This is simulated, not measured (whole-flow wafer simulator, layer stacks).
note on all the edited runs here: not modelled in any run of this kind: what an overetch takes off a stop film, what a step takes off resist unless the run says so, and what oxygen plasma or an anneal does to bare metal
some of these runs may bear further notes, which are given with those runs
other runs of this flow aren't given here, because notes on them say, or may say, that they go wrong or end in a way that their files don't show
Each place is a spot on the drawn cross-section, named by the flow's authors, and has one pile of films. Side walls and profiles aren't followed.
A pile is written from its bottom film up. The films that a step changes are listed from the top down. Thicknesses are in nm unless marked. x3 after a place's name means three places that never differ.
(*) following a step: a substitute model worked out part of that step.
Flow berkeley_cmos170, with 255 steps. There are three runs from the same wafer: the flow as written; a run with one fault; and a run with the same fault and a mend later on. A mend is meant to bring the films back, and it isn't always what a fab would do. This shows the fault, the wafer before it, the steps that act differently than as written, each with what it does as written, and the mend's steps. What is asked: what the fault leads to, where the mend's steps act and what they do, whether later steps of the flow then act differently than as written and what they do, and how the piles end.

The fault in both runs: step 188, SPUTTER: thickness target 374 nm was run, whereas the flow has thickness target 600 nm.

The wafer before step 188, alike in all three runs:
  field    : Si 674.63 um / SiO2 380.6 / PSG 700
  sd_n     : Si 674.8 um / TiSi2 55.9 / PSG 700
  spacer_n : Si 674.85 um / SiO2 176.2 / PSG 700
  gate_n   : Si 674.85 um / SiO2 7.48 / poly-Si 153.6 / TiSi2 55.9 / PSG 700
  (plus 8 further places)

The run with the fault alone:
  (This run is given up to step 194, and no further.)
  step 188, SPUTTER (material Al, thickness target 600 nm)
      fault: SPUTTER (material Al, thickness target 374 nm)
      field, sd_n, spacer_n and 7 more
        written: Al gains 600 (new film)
        fault: Al gains 374 (new film)
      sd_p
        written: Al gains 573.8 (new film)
        fault: Al gains 351 (new film)
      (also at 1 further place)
  Steps further on in the flow that do not act as written (not shown: 2 more steps that differ only slightly, by at most 2% or 0.5 nm, whichever is larger):
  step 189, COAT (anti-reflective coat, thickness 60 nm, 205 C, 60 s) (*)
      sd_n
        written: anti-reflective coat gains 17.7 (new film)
        fault: anti-reflective coat gains 11.2 (new film)
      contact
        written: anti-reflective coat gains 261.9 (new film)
        fault: anti-reflective coat gains 236.7 (new film)
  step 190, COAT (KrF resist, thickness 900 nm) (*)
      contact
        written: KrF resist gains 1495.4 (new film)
        fault: KrF resist gains 1445.2 (new film)
  Once step 194 is done, the piles at field, sd_n, spacer_n and 9 more depart from the flow's by more than 2% or 0.5 nm, whichever is larger.
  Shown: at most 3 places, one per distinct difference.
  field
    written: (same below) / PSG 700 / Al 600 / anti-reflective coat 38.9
    fault: (same below) / PSG 700 / Al 374 / anti-reflective coat 38.6
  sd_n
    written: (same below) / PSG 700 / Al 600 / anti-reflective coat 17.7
    fault: (same below) / PSG 700 / Al 374 / anti-reflective coat 11.2
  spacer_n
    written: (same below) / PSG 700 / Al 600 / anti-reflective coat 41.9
    fault: (same below) / PSG 700 / Al 374 / anti-reflective coat 41.7

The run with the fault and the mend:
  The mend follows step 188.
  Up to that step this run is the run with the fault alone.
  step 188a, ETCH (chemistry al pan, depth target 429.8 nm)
      field, sd_n, spacer_n and 7 more
        Al loses 374 (all of it)
      sd_p
        Al loses 351 (all of it)
      contact
        Al loses 263.4 (all of it)
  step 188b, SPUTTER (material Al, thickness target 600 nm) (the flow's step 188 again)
      field, sd_n, spacer_n and 7 more
        Al gains 600 (new film)
      sd_p
        Al gains 573.8 (new film)
      contact
        Al gains 415.7 (new film)
  None of the later steps of the flow acts differently than as written at any place that is followed.
  By the end, the piles equal the flow's at every place that both follow.
